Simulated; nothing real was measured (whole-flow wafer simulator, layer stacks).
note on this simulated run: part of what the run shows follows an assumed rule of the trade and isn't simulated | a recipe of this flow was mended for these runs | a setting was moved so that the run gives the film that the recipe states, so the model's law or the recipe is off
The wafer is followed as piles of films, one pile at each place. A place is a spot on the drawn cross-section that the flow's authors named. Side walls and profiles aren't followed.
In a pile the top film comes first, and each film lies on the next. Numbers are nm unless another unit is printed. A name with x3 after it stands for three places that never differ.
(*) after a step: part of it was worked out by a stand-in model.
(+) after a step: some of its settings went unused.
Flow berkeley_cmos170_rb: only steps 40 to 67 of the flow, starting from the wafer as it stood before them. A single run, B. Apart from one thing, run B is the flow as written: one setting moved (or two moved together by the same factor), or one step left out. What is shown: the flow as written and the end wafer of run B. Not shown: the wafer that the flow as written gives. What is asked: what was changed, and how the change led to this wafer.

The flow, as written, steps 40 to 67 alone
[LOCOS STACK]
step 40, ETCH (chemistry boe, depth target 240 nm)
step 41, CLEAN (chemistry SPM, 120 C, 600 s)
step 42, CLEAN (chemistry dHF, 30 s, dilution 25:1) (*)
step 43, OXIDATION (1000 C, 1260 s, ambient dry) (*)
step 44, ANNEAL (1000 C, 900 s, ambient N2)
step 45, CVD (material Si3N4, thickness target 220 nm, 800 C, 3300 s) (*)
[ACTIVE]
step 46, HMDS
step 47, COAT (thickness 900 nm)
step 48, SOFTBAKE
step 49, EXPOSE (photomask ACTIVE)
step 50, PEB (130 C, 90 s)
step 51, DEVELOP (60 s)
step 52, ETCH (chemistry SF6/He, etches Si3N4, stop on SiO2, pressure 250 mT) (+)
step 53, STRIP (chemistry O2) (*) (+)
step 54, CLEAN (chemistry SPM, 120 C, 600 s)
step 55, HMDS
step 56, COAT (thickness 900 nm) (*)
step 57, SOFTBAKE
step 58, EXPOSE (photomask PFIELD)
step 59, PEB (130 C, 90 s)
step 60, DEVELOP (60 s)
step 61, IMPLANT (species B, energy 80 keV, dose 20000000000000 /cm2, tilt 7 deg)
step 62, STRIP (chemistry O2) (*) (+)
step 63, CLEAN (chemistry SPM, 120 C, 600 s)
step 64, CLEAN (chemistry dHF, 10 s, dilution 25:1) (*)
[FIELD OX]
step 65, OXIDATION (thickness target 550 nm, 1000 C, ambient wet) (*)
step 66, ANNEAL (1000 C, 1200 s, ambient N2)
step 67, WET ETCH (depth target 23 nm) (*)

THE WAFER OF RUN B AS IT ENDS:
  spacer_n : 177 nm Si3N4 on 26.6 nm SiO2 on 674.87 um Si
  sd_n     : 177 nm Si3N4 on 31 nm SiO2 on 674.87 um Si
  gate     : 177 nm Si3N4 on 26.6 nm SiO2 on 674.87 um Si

What caused this: step 45, CVD: 2772 s was run, while the flow as written has 3300 s.

The path from the change to this, step by step:
  step 45, CVD (material Si3N4, thickness target 220 nm, 800 C, 3300 s) (*)
      field, sd_n, spacer_n and 6 more: +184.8 Si3N4 (new film) (in the flow as written it would be: +220 Si3N4 (new film))
  step 52, ETCH (chemistry SF6/He, etches Si3N4, stop on SiO2, pressure 250 mT) (+)
      sd_n, spacer_n, gate, sd_p, spacer_p, gate_p, contact, m1: -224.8 KrF-resist (in the flow as written it would be: -263 KrF-resist)
      field: -184.8 Si3N4 (all of it), -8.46 SiO2 (in the flow as written it would be: -220 Si3N4 (all of it), -8.46 SiO2)
  step 53, STRIP (chemistry O2) (*) (+)
      sd_n, spacer_n, gate, sd_p, spacer_p, gate_p, contact, m1: -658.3 KrF-resist (all of it) (in the flow as written it would be: -620 KrF-resist (all of it))
  step 56, COAT (thickness 900 nm) (*)
      sd_n: +800.6 KrF-resist (new film) (in the flow as written it would be: +782.7 KrF-resist (new film))
      m1: +802 KrF-resist (new film) (in the flow as written it would be: +784.9 KrF-resist (new film))
  step 62, STRIP (chemistry O2) (*) (+)
      sd_n: -784 KrF-resist (all of it) (in the flow as written it would be: -766.1 KrF-resist (all of it))
      m1: -785.3 KrF-resist (all of it) (in the flow as written it would be: -768.3 KrF-resist (all of it))
  step 65, OXIDATION (thickness target 550 nm, 1000 C, ambient wet) (*)
      gate: +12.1 SiO2 (new film), -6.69 Si3N4 (in the flow as written it would be: +12.1 SiO2 (new film), -6.69 Si3N4, +0.05 SiO2, -0.05 Si)
      sd_n: +12.1 SiO2 (new film), -6.69 Si3N4, +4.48 SiO2, -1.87 Si (in the flow as written it would be: +12.1 SiO2 (new film), -6.69 Si3N4, +1.54 SiO2, -0.56 Si)
